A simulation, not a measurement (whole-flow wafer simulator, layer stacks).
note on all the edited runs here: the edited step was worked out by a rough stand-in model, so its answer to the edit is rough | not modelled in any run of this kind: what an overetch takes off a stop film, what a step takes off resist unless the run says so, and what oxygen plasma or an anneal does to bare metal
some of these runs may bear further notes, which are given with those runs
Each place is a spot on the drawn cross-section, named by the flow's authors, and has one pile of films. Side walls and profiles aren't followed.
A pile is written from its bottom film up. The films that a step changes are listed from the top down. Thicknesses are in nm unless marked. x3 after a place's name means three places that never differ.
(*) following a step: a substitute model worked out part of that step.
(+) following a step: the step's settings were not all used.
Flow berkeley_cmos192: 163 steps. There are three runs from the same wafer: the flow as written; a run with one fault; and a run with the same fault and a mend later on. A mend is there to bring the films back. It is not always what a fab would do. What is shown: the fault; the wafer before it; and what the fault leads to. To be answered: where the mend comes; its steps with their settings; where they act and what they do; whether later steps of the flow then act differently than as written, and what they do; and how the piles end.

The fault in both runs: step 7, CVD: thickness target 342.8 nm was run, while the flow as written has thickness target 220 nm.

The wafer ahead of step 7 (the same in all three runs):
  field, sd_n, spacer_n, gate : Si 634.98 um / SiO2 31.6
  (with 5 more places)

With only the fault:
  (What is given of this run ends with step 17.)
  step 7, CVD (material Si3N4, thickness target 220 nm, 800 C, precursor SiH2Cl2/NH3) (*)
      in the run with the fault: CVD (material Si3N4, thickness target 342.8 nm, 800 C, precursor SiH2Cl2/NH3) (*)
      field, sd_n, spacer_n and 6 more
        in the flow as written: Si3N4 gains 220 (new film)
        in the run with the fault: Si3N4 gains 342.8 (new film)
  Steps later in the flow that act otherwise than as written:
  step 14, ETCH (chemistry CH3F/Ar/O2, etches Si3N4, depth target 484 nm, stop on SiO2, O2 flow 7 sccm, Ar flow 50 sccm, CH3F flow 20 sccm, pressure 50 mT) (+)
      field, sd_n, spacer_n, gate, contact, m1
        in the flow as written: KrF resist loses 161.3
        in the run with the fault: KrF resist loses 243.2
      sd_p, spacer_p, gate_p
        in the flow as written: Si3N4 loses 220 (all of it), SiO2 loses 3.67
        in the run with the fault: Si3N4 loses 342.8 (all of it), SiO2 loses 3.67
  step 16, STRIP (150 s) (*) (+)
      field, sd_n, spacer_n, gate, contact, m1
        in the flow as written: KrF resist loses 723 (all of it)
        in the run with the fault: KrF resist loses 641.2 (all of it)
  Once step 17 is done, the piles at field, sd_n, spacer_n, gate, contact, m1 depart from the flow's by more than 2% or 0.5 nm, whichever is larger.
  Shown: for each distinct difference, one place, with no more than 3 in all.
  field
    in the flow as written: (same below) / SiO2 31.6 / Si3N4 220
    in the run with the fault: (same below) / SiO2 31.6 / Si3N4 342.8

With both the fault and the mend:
  After step 7 comes the mend.
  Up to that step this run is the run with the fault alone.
  step 7a, ETCH (chemistry h3po4, depth target 122.8 nm)
      field, sd_n, spacer_n and 6 more
        Si3N4 loses 122.8
  None of the later steps of the flow acts differently than as written at any place that is followed.
  By the end, the piles equal the flow's at every place that both follow.
